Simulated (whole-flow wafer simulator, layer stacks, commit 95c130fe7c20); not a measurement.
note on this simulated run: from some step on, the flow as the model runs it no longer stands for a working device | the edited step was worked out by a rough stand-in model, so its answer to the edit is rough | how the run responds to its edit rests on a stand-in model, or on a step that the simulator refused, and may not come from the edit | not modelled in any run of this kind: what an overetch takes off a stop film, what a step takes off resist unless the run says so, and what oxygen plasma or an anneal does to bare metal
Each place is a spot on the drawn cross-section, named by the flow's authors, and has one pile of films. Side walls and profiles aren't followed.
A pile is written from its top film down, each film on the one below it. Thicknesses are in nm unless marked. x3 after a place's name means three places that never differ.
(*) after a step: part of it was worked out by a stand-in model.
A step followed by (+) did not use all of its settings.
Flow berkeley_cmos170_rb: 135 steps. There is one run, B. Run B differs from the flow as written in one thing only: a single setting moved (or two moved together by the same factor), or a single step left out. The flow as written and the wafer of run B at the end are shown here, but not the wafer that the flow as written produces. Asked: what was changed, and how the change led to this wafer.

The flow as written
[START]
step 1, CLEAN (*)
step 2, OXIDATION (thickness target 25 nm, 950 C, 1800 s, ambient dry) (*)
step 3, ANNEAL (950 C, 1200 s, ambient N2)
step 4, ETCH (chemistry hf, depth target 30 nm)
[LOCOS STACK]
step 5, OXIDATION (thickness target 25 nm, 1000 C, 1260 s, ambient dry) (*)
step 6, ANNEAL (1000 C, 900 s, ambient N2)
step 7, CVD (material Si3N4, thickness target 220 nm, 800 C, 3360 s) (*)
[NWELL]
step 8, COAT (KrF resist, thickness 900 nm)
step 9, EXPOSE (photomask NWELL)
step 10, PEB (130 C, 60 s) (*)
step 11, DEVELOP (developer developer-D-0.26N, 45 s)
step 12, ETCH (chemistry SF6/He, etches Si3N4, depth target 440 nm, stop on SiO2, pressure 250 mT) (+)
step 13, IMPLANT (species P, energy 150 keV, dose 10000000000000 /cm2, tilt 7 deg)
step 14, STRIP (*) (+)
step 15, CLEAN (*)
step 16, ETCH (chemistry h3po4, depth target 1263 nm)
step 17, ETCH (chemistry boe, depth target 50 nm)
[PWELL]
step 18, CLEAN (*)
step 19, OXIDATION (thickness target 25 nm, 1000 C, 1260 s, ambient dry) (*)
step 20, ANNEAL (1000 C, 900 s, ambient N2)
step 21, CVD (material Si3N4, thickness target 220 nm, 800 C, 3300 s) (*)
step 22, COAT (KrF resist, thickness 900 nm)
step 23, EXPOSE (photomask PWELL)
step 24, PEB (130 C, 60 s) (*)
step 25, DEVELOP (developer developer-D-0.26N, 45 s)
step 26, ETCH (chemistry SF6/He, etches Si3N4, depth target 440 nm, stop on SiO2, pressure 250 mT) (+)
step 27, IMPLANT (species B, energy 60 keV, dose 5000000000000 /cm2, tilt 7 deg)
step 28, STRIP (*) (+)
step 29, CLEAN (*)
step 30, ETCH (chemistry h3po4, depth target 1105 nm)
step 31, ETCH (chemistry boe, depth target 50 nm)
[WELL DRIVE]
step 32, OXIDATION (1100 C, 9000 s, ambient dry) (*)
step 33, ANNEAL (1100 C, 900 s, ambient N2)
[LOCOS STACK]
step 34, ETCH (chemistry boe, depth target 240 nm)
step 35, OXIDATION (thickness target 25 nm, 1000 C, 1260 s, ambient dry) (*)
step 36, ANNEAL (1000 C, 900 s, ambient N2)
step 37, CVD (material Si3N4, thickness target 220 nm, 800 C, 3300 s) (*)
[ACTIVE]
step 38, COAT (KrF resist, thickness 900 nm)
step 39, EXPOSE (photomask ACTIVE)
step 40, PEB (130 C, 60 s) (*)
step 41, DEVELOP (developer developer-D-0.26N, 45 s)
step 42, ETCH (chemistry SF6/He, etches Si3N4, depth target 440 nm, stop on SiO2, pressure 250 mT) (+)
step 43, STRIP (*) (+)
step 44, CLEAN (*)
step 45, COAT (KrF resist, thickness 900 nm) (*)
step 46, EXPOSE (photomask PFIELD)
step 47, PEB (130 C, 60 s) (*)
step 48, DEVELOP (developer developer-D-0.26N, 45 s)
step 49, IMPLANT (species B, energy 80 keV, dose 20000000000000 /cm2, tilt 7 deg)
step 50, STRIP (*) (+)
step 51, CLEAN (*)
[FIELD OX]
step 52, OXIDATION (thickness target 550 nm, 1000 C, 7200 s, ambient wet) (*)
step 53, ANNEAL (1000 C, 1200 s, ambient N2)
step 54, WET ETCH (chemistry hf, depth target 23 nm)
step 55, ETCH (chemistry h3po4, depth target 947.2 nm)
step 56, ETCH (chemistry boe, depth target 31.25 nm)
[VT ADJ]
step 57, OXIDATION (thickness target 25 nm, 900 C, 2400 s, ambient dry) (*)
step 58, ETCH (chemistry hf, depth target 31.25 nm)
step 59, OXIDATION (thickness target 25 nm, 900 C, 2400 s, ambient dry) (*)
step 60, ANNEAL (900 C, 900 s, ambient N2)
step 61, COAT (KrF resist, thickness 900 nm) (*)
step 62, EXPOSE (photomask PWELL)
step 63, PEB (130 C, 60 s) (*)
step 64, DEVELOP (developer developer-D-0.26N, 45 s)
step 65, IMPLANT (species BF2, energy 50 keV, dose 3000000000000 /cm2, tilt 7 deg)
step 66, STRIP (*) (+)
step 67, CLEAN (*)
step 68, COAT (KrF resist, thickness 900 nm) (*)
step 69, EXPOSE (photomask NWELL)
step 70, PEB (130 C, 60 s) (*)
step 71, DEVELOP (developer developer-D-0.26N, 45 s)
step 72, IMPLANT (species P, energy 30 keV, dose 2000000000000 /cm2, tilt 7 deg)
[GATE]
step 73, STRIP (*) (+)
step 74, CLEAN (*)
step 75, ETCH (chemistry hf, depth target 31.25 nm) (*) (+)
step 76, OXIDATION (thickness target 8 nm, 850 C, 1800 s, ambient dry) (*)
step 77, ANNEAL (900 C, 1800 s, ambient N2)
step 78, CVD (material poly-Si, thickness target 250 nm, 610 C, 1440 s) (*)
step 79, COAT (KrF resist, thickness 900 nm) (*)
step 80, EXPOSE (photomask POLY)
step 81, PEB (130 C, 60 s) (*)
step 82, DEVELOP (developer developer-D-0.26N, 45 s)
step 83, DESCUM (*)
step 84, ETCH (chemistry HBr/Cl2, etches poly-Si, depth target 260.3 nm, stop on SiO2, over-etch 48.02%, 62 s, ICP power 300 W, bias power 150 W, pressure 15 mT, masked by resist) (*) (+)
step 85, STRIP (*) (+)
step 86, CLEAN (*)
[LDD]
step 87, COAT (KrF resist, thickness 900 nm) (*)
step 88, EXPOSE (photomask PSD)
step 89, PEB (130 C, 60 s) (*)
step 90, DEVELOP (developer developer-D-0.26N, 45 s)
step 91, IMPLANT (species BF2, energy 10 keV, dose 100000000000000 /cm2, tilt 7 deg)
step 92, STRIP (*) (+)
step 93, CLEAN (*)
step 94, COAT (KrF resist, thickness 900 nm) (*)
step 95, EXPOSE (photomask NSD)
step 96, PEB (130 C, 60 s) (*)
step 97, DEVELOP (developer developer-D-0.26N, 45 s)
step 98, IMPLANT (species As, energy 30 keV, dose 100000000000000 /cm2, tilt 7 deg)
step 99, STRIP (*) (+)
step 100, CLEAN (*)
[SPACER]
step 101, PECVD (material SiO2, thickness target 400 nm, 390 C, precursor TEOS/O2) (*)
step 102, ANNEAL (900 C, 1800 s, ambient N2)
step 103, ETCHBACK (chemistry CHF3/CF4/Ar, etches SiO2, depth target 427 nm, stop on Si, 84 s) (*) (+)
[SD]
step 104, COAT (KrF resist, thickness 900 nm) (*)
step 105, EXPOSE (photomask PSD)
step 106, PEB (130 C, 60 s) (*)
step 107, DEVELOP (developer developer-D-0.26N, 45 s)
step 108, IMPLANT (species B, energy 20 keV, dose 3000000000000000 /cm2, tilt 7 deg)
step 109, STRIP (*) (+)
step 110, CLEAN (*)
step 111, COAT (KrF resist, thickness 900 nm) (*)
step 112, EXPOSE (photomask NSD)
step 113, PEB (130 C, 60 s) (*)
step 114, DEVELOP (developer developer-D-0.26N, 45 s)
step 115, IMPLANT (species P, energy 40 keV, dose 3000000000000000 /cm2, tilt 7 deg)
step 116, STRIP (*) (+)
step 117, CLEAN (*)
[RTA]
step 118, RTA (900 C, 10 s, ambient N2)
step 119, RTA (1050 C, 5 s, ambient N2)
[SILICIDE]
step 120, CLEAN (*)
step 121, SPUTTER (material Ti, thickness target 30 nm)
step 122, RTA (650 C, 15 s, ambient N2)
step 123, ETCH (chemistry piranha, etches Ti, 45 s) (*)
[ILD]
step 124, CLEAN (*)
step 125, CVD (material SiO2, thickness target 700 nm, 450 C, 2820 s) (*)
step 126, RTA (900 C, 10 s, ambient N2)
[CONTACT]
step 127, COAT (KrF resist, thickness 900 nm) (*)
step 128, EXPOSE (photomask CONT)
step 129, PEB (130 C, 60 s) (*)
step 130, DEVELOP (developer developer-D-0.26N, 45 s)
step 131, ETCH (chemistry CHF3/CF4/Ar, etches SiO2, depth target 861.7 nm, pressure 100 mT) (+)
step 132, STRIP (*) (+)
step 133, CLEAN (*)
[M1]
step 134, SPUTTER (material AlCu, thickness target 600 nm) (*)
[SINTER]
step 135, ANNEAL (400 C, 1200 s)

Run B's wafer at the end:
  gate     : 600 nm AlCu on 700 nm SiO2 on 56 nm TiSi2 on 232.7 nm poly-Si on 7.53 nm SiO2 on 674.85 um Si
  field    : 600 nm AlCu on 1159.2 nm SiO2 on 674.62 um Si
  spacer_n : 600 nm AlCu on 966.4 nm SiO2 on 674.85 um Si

What caused this: step 78, CVD: thickness target 286 nm was run, whereas the flow has thickness target 250 nm; step 78, CVD: 1647 s was run, where the flow has 1440 s.

How this came from the change, step by step:
  step 78, CVD (material poly-Si, thickness target 250 nm, 610 C, 1440 s) (*)
      field, sd_n, spacer_n and 6 more: poly-Si gains 286 (new film) (as written it would have been: poly-Si gains 250 (new film))
  step 84, ETCH (chemistry HBr/Cl2, etches poly-Si, depth target 260.3 nm, stop on SiO2, over-etch 48.02%, 62 s, ICP power 300 W, bias power 150 W, pressure 15 mT, masked by resist) (*) (+)
      field, sd_n, spacer_n, sd_p, spacer_p, contact, m1: poly-Si loses 286 (all of it), SiO2 loses 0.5 (as written it would have been: poly-Si loses 250 (all of it), SiO2 loses 1.42)
  step 87, COAT (KrF resist, thickness 900 nm) (*)
      gate: KrF resist gains 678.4 (new film) (as written it would have been: KrF resist gains 706 (new film))
      gate_p: KrF resist gains 678.8 (new film) (as written it would have been: KrF resist gains 706.3 (new film))
  step 90, DEVELOP (developer developer-D-0.26N, 45 s)
      gate_p: KrF resist loses 678.8 (all of it) (as written it would have been: KrF resist loses 706.3 (all of it))
  step 92, STRIP (*) (+)
      gate: KrF resist loses 664.2 (all of it) (as written it would have been: KrF resist loses 691.8 (all of it))
  step 94, COAT (KrF resist, thickness 900 nm) (*)
      gate: KrF resist gains 678.4 (new film) (as written it would have been: KrF resist gains 706 (new film))
      gate_p: KrF resist gains 678.8 (new film) (as written it would have been: KrF resist gains 706.3 (new film))
  step 97, DEVELOP (developer developer-D-0.26N, 45 s)
      gate: KrF resist loses 678.4 (all of it) (as written it would have been: KrF resist loses 706 (all of it))
  step 99, STRIP (*) (+)
      gate_p: KrF resist loses 664.6 (all of it) (as written it would have been: KrF resist loses 692.1 (all of it))
  step 103, ETCHBACK (chemistry CHF3/CF4/Ar, etches SiO2, depth target 427 nm, stop on Si, 84 s) (*) (+)
      spacer_n, spacer_p: SiO2 loses 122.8 (as written it would have been: SiO2 loses 157.9)
  step 104, COAT (KrF resist, thickness 900 nm) (*)
      spacer_n: KrF resist gains 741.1 (new film) (as written it would have been: KrF resist gains 766.3 (new film))
      gate: KrF resist gains 717.5 (new film) (as written it would have been: KrF resist gains 742.1 (new film))
      (also at 2 further places)
  step 107, DEVELOP (developer developer-D-0.26N, 45 s)
      spacer_p: KrF resist loses 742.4 (all of it) (as written it would have been: KrF resist loses 767.7 (all of it))
      gate_p: KrF resist loses 718.5 (all of it) (as written it would have been: KrF resist loses 743.2 (all of it))
  step 109, STRIP (*) (+)
      spacer_n: KrF resist loses 726.9 (all of it) (as written it would have been: KrF resist loses 752.1 (all of it))
      gate: KrF resist loses 703.3 (all of it) (as written it would have been: KrF resist loses 727.9 (all of it))
  step 111, COAT (KrF resist, thickness 900 nm) (*)
      spacer_n: KrF resist gains 741.1 (new film) (as written it would have been: KrF resist gains 766.3 (new film))
      gate: KrF resist gains 717.5 (new film) (as written it would have been: KrF resist gains 742.1 (new film))
      (also at 2 further places)
  step 114, DEVELOP (developer developer-D-0.26N, 45 s)
      spacer_n: KrF resist loses 741.1 (all of it) (as written it would have been: KrF resist loses 766.3 (all of it))
      gate: KrF resist loses 717.5 (all of it) (as written it would have been: KrF resist loses 742.1 (all of it))
  step 116, STRIP (*) (+)
      spacer_p: KrF resist loses 728.2 (all of it) (as written it would have been: KrF resist loses 753.5 (all of it))
      gate_p: KrF resist loses 704.3 (all of it) (as written it would have been: KrF resist loses 729 (all of it))
  step 127, COAT (KrF resist, thickness 900 nm) (*)
      spacer_n: KrF resist gains 803.2 (new film) (as written it would have been: KrF resist gains 819.8 (new film))
      spacer_p: KrF resist gains 806 (new film) (as written it would have been: KrF resist gains 822.5 (new film))
  step 132, STRIP (*) (+)
      spacer_n: KrF resist loses 573.6 (all of it) (as written it would have been: KrF resist loses 590.2 (all of it))
      gate: KrF resist loses 554.6 (all of it) (as written it would have been: KrF resist loses 568.8 (all of it))
      (also at 2 further places)
